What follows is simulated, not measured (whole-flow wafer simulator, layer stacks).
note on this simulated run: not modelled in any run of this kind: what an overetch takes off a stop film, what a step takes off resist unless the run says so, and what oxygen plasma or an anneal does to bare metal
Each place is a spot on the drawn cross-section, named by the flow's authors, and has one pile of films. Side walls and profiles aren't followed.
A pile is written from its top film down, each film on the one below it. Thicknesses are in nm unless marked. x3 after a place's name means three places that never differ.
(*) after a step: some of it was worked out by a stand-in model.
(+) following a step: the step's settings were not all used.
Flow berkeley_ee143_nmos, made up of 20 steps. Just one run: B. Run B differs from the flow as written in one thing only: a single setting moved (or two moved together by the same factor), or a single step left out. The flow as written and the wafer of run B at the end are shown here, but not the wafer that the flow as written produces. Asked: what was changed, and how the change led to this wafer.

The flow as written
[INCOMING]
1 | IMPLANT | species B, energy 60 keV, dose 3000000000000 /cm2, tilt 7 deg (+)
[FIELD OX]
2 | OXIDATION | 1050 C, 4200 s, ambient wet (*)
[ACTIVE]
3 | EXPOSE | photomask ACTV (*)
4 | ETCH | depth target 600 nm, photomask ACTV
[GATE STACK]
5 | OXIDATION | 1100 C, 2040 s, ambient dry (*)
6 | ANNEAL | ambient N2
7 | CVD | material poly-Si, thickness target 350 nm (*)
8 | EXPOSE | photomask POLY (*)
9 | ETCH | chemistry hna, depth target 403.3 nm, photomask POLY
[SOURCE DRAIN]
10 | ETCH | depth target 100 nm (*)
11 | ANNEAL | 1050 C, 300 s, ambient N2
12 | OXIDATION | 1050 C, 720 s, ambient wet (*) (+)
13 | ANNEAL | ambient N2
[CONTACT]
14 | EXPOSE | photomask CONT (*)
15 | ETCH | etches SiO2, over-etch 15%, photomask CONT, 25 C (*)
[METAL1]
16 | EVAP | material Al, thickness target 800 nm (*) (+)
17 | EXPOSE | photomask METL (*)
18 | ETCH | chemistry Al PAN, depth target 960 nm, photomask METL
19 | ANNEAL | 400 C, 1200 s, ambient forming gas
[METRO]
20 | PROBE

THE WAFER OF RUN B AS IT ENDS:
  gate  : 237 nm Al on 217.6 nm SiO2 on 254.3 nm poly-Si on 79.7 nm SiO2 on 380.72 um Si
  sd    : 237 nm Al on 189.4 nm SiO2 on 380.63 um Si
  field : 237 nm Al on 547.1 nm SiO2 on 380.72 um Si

What caused this: step 18, ETCH: depth target 563 nm was run, whereas the flow has depth target 960 nm.

How this came from the change, step by step:
  18 | ETCH | chemistry Al PAN, depth target 960 nm, photomask METL
      gate, sd, field: Al loses 563 (as written it would have been: Al loses 800 (all of it))
If metal films that touch count as one body, gate has 1 body; the flow as written gives 0 bodies.
If metal films that touch count as one body, sd has 1 body; the flow as written gives 0 bodies.
If metal films that touch count as one body, field has 1 body; the flow as written gives 0 bodies.
